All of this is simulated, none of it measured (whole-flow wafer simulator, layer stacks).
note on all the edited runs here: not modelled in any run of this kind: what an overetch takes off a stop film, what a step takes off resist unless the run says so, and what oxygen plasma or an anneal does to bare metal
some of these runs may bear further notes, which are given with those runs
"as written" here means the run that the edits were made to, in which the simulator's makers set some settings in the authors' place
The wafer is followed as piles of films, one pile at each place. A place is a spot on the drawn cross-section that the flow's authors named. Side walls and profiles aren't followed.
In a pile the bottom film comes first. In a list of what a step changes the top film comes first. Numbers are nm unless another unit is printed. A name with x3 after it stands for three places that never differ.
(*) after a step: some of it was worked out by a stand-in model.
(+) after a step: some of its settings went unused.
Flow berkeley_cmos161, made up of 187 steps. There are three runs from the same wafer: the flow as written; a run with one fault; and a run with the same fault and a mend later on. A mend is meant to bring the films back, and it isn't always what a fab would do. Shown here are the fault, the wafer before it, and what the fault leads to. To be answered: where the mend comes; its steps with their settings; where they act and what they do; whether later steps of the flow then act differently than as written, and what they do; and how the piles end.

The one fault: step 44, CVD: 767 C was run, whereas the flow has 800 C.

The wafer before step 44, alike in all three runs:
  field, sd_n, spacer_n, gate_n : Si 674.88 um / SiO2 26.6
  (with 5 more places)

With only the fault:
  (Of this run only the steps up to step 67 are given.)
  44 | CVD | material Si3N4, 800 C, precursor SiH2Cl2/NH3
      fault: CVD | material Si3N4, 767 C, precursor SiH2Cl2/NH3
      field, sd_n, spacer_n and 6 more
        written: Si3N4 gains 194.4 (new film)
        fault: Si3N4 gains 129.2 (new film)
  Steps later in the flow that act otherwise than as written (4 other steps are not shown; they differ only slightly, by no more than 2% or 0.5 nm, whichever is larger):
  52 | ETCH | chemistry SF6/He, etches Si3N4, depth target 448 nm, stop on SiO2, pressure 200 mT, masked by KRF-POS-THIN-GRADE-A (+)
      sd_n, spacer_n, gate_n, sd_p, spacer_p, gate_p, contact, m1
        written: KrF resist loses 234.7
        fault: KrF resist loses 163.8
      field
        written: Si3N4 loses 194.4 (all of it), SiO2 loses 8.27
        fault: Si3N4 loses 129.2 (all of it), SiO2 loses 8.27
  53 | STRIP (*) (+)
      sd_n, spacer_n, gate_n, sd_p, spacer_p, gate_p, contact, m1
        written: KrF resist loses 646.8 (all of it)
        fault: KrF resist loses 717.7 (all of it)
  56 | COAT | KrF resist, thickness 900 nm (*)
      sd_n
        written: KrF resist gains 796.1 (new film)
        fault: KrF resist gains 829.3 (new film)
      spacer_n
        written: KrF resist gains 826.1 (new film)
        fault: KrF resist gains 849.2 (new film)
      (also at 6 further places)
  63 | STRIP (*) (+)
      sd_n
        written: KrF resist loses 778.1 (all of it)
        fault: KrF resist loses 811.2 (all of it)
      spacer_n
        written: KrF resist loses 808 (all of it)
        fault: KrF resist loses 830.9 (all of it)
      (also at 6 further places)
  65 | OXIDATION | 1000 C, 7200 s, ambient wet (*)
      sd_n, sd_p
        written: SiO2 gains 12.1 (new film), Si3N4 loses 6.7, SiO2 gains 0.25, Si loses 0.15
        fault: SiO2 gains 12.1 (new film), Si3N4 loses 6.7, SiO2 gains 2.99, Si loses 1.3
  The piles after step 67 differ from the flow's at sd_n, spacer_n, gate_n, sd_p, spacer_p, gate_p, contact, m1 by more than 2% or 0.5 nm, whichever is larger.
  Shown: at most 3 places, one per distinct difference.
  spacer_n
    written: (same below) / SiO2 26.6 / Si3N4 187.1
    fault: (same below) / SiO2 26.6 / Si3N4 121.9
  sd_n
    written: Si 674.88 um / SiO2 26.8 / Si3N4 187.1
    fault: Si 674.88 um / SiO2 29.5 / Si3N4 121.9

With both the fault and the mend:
  The mend follows step 44.
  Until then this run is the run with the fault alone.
  44a | ETCH | chemistry h3po4, depth target 148.5 nm
      field, sd_n, spacer_n and 6 more
        Si3N4 loses 129.2 (all of it)
  44b | CLEAN | chemistry SPM (the flow's step 36, run once more)
      does not change any film at any place that is followed
  44c | CVD | material Si3N4, 800 C, precursor SiH2Cl2/NH3 (the flow's step 44, run once more)
      field, sd_n, spacer_n and 6 more
        Si3N4 gains 194.4 (new film)
  None of the later steps of the flow acts differently than as written at any place that is followed.
  By the end, the piles equal the flow's at every place that both follow.
